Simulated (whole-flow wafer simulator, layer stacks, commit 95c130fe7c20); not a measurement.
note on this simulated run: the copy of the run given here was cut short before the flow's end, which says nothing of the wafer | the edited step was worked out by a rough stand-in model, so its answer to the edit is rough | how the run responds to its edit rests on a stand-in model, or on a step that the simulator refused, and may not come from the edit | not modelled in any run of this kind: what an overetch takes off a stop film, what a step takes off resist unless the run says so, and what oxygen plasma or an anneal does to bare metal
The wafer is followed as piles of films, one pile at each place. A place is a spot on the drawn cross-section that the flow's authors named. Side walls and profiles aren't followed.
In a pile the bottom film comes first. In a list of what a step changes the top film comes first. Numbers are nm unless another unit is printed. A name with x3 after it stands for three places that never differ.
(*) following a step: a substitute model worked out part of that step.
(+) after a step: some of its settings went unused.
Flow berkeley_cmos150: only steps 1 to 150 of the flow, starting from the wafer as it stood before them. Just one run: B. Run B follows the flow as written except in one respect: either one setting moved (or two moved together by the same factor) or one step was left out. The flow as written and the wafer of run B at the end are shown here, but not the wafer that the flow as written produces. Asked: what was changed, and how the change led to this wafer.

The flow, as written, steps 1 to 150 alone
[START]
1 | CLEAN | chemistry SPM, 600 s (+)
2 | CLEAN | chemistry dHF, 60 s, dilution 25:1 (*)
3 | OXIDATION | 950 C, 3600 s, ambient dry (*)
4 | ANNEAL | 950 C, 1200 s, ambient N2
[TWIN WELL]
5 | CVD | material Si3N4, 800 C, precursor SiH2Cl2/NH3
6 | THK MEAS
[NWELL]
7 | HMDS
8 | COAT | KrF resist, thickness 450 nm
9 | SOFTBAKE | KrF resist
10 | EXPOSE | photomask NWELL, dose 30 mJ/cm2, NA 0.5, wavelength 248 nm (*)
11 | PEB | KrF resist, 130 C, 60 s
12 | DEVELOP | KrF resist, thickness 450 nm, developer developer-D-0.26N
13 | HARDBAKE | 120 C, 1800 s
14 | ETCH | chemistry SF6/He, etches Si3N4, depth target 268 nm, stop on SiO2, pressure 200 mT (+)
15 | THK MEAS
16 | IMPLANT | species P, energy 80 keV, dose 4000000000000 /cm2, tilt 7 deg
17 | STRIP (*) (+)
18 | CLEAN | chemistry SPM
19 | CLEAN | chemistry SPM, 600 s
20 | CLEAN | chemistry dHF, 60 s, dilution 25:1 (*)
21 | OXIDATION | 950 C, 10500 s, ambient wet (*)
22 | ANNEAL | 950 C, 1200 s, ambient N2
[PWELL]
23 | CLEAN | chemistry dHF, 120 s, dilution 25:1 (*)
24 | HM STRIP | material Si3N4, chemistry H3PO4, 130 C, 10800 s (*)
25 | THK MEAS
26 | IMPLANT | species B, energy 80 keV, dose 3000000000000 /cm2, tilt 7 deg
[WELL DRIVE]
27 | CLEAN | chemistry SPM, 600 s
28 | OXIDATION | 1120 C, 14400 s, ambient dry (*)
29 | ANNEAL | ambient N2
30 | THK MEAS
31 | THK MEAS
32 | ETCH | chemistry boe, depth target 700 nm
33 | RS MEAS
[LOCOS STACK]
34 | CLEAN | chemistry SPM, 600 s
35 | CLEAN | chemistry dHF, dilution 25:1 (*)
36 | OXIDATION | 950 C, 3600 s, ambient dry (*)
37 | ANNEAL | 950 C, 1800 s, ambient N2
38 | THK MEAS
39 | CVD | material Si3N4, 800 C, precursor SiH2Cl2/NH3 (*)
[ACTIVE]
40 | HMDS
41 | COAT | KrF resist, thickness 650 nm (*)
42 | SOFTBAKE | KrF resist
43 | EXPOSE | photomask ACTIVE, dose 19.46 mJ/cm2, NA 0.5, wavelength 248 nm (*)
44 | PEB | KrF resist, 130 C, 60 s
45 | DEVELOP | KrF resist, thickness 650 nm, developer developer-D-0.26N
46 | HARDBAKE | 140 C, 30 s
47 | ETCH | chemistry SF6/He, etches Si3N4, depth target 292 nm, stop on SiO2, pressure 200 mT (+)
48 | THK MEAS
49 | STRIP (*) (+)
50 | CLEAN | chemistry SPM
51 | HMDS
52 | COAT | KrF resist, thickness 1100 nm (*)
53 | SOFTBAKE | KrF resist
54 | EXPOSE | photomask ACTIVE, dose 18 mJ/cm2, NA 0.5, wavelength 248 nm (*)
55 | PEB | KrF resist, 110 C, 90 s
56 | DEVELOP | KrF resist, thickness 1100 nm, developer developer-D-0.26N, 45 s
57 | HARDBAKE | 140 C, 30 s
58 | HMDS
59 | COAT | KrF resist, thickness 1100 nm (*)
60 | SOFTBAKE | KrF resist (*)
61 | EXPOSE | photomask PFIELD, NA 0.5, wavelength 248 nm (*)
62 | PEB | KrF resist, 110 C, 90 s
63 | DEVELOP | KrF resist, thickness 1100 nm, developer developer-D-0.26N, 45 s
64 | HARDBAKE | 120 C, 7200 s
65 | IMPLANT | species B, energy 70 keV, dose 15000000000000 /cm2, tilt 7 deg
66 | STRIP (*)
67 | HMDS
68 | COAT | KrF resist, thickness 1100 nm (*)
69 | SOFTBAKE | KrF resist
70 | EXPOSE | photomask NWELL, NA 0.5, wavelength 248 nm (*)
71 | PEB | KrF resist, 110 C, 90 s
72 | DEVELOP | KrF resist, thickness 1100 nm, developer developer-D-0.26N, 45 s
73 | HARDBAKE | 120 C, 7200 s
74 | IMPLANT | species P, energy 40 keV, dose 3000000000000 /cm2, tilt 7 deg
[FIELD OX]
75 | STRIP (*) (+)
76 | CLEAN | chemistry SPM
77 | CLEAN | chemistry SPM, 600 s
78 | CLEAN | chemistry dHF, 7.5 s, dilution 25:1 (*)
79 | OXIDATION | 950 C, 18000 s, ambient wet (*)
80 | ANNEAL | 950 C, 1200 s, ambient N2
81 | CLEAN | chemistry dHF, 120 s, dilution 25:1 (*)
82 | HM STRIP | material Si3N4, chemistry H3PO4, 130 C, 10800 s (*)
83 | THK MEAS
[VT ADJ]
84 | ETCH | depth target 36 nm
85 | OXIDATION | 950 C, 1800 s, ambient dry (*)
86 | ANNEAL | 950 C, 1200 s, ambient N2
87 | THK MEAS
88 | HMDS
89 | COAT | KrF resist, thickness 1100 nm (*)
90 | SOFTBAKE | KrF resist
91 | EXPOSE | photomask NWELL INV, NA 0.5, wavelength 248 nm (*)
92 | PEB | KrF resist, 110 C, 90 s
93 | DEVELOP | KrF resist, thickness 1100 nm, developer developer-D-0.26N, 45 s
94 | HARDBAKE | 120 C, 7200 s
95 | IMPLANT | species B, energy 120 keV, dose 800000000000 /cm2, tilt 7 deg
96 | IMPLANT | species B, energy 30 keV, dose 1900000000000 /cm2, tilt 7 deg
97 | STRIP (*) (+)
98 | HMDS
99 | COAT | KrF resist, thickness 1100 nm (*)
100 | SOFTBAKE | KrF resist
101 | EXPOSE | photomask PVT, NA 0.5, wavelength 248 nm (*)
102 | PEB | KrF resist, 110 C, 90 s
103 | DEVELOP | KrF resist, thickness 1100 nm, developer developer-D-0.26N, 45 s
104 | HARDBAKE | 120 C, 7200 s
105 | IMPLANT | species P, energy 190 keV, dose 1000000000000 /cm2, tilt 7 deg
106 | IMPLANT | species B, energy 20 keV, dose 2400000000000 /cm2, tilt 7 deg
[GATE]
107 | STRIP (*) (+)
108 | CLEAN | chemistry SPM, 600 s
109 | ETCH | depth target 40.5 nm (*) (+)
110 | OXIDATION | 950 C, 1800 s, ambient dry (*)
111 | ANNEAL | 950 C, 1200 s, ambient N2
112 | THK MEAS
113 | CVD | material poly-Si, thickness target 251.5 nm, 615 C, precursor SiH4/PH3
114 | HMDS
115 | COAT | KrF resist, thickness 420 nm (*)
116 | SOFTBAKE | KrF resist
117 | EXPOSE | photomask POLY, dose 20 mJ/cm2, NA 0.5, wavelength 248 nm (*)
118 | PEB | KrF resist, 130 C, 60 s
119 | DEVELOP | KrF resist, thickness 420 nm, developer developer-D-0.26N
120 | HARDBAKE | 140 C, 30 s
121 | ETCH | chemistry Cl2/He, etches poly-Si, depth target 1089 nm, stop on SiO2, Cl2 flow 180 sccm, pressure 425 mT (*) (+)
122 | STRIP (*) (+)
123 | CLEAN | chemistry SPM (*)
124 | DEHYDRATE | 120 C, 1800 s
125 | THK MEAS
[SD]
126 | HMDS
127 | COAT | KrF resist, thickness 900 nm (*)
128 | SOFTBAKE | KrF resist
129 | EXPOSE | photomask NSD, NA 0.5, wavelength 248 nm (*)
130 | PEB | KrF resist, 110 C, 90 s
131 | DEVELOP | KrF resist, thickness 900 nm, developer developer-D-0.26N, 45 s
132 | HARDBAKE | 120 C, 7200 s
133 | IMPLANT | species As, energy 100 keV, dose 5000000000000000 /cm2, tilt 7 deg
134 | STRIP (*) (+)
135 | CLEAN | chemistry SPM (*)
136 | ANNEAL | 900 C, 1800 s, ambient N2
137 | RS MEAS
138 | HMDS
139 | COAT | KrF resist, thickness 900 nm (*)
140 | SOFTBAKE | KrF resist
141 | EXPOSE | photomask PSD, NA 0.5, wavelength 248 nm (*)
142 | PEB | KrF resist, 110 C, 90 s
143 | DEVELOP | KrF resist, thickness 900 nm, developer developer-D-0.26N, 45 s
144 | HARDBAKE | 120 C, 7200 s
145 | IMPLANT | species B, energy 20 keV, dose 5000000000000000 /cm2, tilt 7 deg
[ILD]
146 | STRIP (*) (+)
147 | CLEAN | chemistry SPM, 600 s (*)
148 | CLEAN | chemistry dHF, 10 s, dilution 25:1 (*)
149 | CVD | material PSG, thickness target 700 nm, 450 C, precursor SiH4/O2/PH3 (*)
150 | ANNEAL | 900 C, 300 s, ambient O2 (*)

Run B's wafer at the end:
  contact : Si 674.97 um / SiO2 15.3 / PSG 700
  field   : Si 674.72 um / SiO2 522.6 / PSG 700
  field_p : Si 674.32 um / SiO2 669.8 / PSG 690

The reason: step 21, OXIDATION: 1092 C was run, whereas the flow has 950 C.

The path from the change to this, step by step:
  21 | OXIDATION | 950 C, 10500 s, ambient wet (*)
      field, sd_n, gate_n, contact, m1: +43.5 SiO2 (new film), -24 Si3N4 (as written it would have been: +7.45 SiO2 (new film), -4.11 Si3N4)
      field_p, sd_p, gate_p: +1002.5 SiO2, -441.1 Si (as written it would have been: +461.2 SiO2, -202.9 Si)
  23 | CLEAN | chemistry dHF, 120 s, dilution 25:1 (*)
      field, sd_n, gate_n, contact, m1: -23 SiO2 (as written it would have been: -7.45 SiO2 (all of it), -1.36 Si3N4)
  24 | HM STRIP | material Si3N4, chemistry H3PO4, 130 C, 10800 s (*)
      field, sd_n, gate_n, contact, m1: -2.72 SiO2 (as written it would have been: -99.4 Si3N4 (all of it), -1.87 SiO2)
  28 | OXIDATION | 1120 C, 14400 s, ambient dry (*)
      field, sd_n, gate_n, contact, m1: nothing (as written it would have been: +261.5 SiO2, -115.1 Si)
      field_p, sd_p, gate_p: +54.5 SiO2, -24 Si (as written it would have been: +103.6 SiO2, -45.6 Si)
  32 | ETCH | chemistry boe, depth target 700 nm
      field_p, sd_p, gate_p: -700 SiO2 (as written it would have been: -555.5 SiO2 (all of it))
      field, sd_n, gate_n, contact, m1: -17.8 SiO2 (all of it) (as written it would have been: -291.1 SiO2 (all of it))
  34 | CLEAN | chemistry SPM, 600 s
      field, field_p, sd_n, gate_n, sd_p, gate_p, contact, m1: nothing (as written it would have been: +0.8 chemical SiO2 (new film), -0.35 Si)
  35 | CLEAN | chemistry dHF, dilution 25:1 (*)
      field, field_p, sd_n, gate_n, sd_p, gate_p, contact, m1: nothing (as written it would have been: -0.8 chemical SiO2 (all of it))
  36 | OXIDATION | 950 C, 3600 s, ambient dry (*)
      field, sd_n, gate_n, contact, m1: nothing (as written it would have been: +31.5 SiO2 (new film), -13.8 Si)
      field_p, sd_p, gate_p: +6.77 SiO2, -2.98 Si (as written it would have been: +31.5 SiO2 (new film), -13.8 Si)
  39 | CVD | material Si3N4, 800 C, precursor SiH2Cl2/NH3 (*)
      field, sd_n, gate_n, contact, m1: +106 Si3N4 (as written it would have been: +106 Si3N4 (new film))
  41 | COAT | KrF resist, thickness 650 nm (*)
      field: +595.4 KrF resist (new film) (as written it would have been: +646.4 KrF resist (new film))
      field_p: +760.4 KrF resist (new film) (as written it would have been: +715.2 KrF resist (new film))
      (and at 2 other places as well)
  45 | DEVELOP | KrF resist, thickness 650 nm, developer developer-D-0.26N
      field: -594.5 KrF resist (all of it) (as written it would have been: -645.4 KrF resist (all of it))
      field_p: -759.3 KrF resist (all of it) (as written it would have been: -714.1 KrF resist (all of it))
  46 | HARDBAKE | 140 C, 30 s
      sd_p: -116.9 KrF resist (as written it would have been: -112.2 KrF resist)
      gate_p: -115.7 KrF resist (as written it would have been: -111.5 KrF resist)
  47 | ETCH | chemistry SF6/He, etches Si3N4, depth target 292 nm, stop on SiO2, pressure 200 mT (+)
      sd_n, gate_n, sd_p, gate_p, contact, m1: -211.9 KrF resist (as written it would have been: -124 KrF resist)
      field: -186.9 Si3N4 (all of it), -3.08 SiO2 (as written it would have been: -106 Si3N4 (all of it), -3.08 SiO2)
      (and at 1 other place as well)
  49 | STRIP (*) (+)
      sd_n: -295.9 KrF resist (all of it) (as written it would have been: -392.4 KrF resist (all of it))
      gate_n: -309.1 KrF resist (all of it) (as written it would have been: -400.6 KrF resist (all of it))
      (and at 4 other places as well)
  52 | COAT | KrF resist, thickness 1100 nm (*)
      field_p: +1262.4 KrF resist (new film) (as written it would have been: +1219.5 KrF resist (new film))
      sd_n: +964.2 KrF resist (new film) (as written it would have been: +1019.1 KrF resist (new film))
      (and at 3 other places as well)
  56 | DEVELOP | KrF resist, thickness 1100 nm, developer developer-D-0.26N, 45 s
      field_p: -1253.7 KrF resist (all of it) (as written it would have been: -1211 KrF resist (all of it))
  ... another 34 steps ...
  149 | CVD | material PSG, thickness target 700 nm, 450 C, precursor SiH4/O2/PH3 (*)
      sd_p: +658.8 PSG (new film) (as written it would have been: +639.5 PSG (new film))
